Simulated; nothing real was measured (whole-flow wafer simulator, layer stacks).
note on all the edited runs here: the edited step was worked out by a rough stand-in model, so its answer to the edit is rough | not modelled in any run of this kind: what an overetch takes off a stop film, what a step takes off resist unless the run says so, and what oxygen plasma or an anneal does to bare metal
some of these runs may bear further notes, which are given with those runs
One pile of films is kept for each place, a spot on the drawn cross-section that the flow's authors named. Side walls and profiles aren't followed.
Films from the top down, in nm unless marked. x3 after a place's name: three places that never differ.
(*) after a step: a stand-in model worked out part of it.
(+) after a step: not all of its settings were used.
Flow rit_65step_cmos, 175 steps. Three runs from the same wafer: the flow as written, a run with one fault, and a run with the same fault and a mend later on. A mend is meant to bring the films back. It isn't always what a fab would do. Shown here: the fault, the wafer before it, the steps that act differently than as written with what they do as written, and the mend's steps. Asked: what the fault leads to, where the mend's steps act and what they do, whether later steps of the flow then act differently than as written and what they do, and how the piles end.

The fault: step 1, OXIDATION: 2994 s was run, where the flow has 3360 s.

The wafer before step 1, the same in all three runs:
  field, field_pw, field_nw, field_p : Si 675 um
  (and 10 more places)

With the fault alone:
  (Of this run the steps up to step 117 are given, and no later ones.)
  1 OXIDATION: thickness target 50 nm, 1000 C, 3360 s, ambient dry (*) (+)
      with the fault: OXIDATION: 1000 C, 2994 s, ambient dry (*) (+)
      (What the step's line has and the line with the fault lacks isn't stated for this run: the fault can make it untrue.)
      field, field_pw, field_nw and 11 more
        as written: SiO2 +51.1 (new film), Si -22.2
        with the fault: SiO2 +47.9 (new film), Si -20.8
  Later steps of the flow that act differently than as written (36 more steps differ only slightly, by at most 2% or 0.5 nm, whichever is larger, and aren't shown):
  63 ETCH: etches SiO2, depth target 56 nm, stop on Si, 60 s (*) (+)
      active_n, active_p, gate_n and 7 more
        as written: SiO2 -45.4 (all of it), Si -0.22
        with the fault: SiO2 -42.2 (all of it), Si -0.28
  After step 117 the piles differ from the flow's only slightly at the places that both follow, by at most 2% or 0.5 nm, whichever is larger.

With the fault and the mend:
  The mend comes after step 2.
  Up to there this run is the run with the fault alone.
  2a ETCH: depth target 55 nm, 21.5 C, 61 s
      field, field_pw, field_nw and 11 more
        SiO2 -47.9 (all of it)
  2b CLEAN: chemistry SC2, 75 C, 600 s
      field, field_pw, field_nw and 11 more
        chemical SiO2 +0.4 (new film), Si -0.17
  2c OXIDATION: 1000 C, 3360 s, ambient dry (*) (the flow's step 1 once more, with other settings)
      field, field_pw, field_nw and 11 more
        SiO2 +51 (new film), chemical SiO2 -0.4 (all of it), Si -22.3
  Later steps of the flow that act differently than as written (17 more steps differ only slightly, by at most 2% or 0.5 nm, whichever is larger, and aren't shown):
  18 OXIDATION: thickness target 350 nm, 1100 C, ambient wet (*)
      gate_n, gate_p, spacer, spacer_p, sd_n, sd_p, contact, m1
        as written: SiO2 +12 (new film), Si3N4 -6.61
        with the mend: SiO2 +12 (new film), Si3N4 -6.61, SiO2 +0.03
  At the end the piles differ from the flow's only slightly at the places that both follow, by at most 2% or 0.5 nm, whichever is larger.
